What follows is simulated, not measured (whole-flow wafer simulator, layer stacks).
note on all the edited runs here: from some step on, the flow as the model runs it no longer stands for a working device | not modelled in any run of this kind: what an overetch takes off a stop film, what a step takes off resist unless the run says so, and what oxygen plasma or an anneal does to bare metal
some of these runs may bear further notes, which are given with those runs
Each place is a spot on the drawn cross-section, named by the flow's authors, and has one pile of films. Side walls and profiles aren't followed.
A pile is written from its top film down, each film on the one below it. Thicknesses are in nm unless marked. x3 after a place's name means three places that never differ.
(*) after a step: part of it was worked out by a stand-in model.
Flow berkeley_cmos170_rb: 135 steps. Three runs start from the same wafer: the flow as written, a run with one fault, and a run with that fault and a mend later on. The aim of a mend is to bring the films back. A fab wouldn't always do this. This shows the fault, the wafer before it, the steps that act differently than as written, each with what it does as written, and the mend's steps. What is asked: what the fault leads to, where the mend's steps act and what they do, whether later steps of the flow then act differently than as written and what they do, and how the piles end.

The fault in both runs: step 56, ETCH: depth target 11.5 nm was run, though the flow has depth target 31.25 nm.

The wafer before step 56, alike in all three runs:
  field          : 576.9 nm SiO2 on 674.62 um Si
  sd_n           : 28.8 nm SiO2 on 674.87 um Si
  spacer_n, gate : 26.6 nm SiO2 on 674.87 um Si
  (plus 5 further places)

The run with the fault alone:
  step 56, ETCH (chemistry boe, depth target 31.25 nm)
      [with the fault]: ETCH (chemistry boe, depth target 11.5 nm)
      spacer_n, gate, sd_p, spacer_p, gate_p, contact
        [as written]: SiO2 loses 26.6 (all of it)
        [with the fault]: SiO2 loses 11.5
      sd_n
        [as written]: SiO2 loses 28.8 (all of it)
        [with the fault]: SiO2 loses 11.5
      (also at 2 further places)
  Steps later in the flow that act otherwise than as written (31 other steps are not shown; they differ only slightly, by no more than 2% or 0.5 nm, whichever is larger):
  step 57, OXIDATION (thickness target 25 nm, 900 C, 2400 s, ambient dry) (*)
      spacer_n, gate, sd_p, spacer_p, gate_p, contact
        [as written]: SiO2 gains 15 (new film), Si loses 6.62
        [with the fault]: SiO2 gains 11.1, Si loses 4.87
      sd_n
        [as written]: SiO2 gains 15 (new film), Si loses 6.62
        [with the fault]: SiO2 gains 10.7, Si loses 4.71
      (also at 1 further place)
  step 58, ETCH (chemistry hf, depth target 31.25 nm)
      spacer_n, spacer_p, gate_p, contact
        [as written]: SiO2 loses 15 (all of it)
        [with the fault]: SiO2 loses 26.1 (all of it)
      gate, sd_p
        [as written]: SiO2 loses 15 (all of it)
        [with the fault]: SiO2 loses 26.2 (all of it)
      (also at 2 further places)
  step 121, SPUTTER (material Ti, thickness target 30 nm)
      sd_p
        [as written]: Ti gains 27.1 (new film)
        [with the fault]: Ti gains 25.5 (new film)
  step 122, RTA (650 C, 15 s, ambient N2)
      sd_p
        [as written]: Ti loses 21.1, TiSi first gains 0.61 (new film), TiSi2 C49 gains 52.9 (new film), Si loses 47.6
        [with the fault]: Ti loses 19.9, TiSi2 C49 gains 50.5 (new film), Si loses 45.1
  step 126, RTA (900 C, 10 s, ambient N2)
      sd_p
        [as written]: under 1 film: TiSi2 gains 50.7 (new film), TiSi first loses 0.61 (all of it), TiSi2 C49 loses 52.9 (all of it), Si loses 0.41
        [with the fault]: under 1 film: TiSi2 gains 47.6 (new film), TiSi2 C49 loses 50.5 (all of it)
  By the end, the piles at sd_p depart from the flow's by more than 2% or 0.5 nm, whichever is larger.
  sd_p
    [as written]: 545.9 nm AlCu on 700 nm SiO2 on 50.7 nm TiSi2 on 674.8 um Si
    [with the fault]: 541.4 nm AlCu on 700 nm SiO2 on 47.6 nm TiSi2 on 674.81 um Si

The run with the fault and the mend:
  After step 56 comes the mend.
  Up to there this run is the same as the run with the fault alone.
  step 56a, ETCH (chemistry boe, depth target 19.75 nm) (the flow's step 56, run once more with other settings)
      spacer_n, gate, sd_p, spacer_p, gate_p, contact
        SiO2 loses 15.1 (all of it)
      field
        SiO2 loses 19.8
      sd_n
        SiO2 loses 17.3 (all of it)
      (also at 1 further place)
  Every later step of the flow that is run acts as written, at every place that is followed, to within 2% or 0.5 nm, whichever is larger.
  The piles end the same as the flow's at every place that both follow.
